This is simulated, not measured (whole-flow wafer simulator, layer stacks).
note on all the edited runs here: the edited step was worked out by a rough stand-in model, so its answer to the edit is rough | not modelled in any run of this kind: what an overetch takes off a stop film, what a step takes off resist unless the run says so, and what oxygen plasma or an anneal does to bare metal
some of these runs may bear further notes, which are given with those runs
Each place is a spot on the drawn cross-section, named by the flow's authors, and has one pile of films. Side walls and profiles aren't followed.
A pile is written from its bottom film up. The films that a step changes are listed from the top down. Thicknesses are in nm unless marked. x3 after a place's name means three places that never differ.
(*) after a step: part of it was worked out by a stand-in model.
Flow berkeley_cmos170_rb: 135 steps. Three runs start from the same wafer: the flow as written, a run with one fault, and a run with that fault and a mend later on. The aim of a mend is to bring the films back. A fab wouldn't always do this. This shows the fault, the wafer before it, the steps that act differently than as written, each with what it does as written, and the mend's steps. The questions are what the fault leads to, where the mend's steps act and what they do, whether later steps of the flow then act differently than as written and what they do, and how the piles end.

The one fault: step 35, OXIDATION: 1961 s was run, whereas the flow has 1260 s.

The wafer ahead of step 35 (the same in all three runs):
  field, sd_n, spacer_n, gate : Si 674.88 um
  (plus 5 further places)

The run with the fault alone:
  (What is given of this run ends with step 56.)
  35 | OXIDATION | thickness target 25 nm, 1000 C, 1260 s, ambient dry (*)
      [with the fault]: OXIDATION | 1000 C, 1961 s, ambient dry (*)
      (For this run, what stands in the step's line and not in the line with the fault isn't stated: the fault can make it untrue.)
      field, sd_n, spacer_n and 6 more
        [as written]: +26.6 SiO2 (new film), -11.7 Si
        [with the fault]: +33.8 SiO2 (new film), -14.9 Si
  Later steps of the flow acting differently than as written:
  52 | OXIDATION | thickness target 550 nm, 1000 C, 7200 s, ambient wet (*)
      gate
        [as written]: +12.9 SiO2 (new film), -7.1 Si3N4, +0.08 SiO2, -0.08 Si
        [with the fault]: +12.9 SiO2 (new film), -7.1 Si3N4
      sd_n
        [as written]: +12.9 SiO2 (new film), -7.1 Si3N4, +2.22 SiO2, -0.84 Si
        [with the fault]: +12.9 SiO2 (new film), -7.1 Si3N4, +5.47 SiO2, -2.21 Si
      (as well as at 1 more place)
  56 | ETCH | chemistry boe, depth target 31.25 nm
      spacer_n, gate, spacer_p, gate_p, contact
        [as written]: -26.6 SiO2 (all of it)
        [with the fault]: -31.2 SiO2
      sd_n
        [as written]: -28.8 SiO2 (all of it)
        [with the fault]: -31.2 SiO2
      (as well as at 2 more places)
  After step 56, at sd_n, spacer_n, gate, sd_p, spacer_p, gate_p, contact, m1, the piles differ from the flow's by more than 2% or 0.5 nm, whichever is larger.
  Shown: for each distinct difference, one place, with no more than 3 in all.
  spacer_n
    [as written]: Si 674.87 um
    [with the fault]: Si 674.87 um / SiO2 2.59
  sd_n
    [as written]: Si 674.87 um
    [with the fault]: Si 674.86 um / SiO2 8.05
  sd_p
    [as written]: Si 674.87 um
    [with the fault]: Si 674.87 um / SiO2 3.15

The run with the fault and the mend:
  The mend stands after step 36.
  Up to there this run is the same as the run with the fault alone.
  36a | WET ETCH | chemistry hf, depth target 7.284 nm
      field, sd_n, spacer_n and 6 more
        -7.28 SiO2
  None of the later steps of the flow differs from how it acts as written, at any place that is followed, by more than 2% or 0.5 nm, whichever is larger.
  The piles end only slightly different from the flow's at the places that both follow, by no more than 2% or 0.5 nm, whichever is larger.
